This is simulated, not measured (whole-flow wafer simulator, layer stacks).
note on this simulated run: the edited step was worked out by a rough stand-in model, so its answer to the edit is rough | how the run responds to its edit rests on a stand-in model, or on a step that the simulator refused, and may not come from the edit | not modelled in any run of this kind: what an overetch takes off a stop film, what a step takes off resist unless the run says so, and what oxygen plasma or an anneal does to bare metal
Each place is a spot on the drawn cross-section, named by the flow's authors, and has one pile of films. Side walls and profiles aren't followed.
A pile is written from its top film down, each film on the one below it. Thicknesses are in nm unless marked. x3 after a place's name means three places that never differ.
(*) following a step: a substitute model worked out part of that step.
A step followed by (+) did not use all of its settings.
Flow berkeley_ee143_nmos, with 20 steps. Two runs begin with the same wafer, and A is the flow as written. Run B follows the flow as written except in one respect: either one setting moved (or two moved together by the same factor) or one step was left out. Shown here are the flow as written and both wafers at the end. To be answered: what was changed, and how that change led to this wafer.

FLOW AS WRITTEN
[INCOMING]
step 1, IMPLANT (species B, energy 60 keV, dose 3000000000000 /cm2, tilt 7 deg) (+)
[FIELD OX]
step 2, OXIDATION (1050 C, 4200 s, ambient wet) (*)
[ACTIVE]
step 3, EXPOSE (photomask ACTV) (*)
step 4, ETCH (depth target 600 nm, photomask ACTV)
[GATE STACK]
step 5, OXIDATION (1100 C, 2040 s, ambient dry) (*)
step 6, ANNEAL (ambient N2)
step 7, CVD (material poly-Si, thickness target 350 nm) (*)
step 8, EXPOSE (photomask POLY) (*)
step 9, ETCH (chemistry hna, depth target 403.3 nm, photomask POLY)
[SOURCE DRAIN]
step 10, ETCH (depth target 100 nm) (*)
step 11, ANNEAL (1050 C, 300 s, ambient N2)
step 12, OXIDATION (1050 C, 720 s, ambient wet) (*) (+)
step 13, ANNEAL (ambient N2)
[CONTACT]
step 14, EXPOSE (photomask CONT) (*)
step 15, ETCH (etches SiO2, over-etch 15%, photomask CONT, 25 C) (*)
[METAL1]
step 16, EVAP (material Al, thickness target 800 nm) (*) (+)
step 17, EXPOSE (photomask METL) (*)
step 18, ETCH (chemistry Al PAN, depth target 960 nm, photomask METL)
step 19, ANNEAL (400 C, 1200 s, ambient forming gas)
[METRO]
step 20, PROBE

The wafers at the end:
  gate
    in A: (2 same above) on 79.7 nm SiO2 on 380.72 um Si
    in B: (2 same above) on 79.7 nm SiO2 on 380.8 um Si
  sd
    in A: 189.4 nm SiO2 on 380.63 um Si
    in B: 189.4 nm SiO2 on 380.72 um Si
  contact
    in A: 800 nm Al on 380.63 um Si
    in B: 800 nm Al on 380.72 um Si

The reason: step 2, OXIDATION: 2100 s was run, though the flow has 4200 s.

How this came from the change, step by step:
  step 2, OXIDATION (1050 C, 4200 s, ambient wet) (*)
      gate, sd, contact, field: A +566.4 SiO2 (new film), -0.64 chemical SiO2 (all of it), -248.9 Si | B +371.2 SiO2 (new film), -0.64 chemical SiO2 (all of it), -163 Si
  step 4, ETCH (depth target 600 nm, photomask ACTV)
      gate, sd, contact: A -566.4 SiO2 (all of it) | B -371.2 SiO2 (all of it)
  step 5, OXIDATION (1100 C, 2040 s, ambient dry) (*)
      field: A +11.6 SiO2, -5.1 Si | B +16.5 SiO2, -7.25 Si
  step 12, OXIDATION (1050 C, 720 s, ambient wet) (*) (+)
      field: A +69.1 SiO2, -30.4 Si | B +94.6 SiO2, -41.6 Si
